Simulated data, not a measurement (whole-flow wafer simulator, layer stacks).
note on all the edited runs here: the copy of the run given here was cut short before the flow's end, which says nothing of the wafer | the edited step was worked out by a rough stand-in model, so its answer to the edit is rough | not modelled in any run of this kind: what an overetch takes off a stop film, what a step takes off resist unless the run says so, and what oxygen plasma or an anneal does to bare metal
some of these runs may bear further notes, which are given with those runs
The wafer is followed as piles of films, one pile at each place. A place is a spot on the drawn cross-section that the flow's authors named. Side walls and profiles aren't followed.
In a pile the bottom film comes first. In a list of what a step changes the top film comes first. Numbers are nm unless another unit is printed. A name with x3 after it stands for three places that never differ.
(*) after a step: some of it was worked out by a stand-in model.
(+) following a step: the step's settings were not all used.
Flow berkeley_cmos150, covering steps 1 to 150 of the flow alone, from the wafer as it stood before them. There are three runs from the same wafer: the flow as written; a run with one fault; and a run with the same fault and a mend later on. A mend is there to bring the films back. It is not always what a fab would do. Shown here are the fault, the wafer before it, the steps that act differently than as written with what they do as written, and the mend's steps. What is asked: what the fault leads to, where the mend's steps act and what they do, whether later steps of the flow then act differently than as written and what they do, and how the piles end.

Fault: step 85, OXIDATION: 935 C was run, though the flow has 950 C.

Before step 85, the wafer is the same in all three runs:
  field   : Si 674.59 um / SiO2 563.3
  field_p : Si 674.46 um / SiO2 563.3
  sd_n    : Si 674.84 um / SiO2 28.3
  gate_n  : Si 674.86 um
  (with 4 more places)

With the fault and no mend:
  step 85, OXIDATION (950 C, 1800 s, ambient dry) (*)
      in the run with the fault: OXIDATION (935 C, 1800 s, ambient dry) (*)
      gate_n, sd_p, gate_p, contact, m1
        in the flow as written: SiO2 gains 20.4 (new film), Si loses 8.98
        in the run with the fault: SiO2 gains 17.3 (new film), Si loses 7.63
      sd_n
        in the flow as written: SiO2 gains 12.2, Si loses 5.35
        in the run with the fault: SiO2 gains 10.1, Si loses 4.43
  Steps later in the flow that act otherwise than as written (21 other steps are not shown; they differ only slightly, by no more than 2% or 0.5 nm, whichever is larger):
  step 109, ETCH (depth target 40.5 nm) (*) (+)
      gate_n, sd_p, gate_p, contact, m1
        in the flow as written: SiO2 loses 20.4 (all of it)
        in the run with the fault: SiO2 loses 17.3 (all of it)
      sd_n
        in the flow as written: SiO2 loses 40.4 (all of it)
        in the run with the fault: SiO2 loses 38.3 (all of it)
  When the end is reached, the piles differ only a little from the flow's at the places that both follow, at most by 2% or 0.5 nm, whichever is larger.

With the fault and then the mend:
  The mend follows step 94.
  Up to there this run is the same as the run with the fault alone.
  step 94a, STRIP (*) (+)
      field_p
        KrF resist loses 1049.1 (all of it)
      sd_p
        KrF resist loses 1274.3 (all of it)
      gate_p
        KrF resist loses 1249 (all of it)
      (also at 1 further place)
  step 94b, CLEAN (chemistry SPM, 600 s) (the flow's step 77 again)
      does not change any film at any place that is followed
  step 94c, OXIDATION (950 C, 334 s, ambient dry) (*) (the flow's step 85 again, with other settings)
      gate_n, sd_p, gate_p, contact, m1
        SiO2 gains 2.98, Si loses 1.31
      field, field_p
        SiO2 gains 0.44, Si loses 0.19
      sd_n
        SiO2 gains 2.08, Si loses 0.91
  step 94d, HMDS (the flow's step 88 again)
      does not change any film at any place that is followed
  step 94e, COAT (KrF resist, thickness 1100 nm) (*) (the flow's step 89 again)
      field
        KrF resist gains 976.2 (new film)
      field_p
        KrF resist gains 1087.8 (new film)
      sd_n
        KrF resist gains 1242.9 (new film)
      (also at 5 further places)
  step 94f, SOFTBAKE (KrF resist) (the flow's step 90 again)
      does not change any film at any place that is followed
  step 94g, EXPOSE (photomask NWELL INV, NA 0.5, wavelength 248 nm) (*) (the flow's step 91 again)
      does not change any film at any place that is followed
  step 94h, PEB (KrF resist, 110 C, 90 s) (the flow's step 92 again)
      field
        KrF resist loses 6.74
      field_p
        KrF resist loses 7.53
      sd_n
        KrF resist loses 8.63
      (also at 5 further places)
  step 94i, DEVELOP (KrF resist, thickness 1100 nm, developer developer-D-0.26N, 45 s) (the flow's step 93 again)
      field_p, sd_p, gate_p, m1
        KrF resist loses 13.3
      field
        KrF resist loses 969.5 (all of it)
      sd_n
        KrF resist loses 1234.3 (all of it)
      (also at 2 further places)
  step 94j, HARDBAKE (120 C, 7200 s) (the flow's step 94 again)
      field_p
        KrF resist loses 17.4
      sd_p
        KrF resist loses 21.4
      gate_p
        KrF resist loses 20.9
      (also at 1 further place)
  Every later step of the flow that is run acts as written, at every place that is followed, to within 2% or 0.5 nm, whichever is larger.
  When the end is reached, the piles differ only a little from the flow's at the places that both follow, at most by 2% or 0.5 nm, whichever is larger.
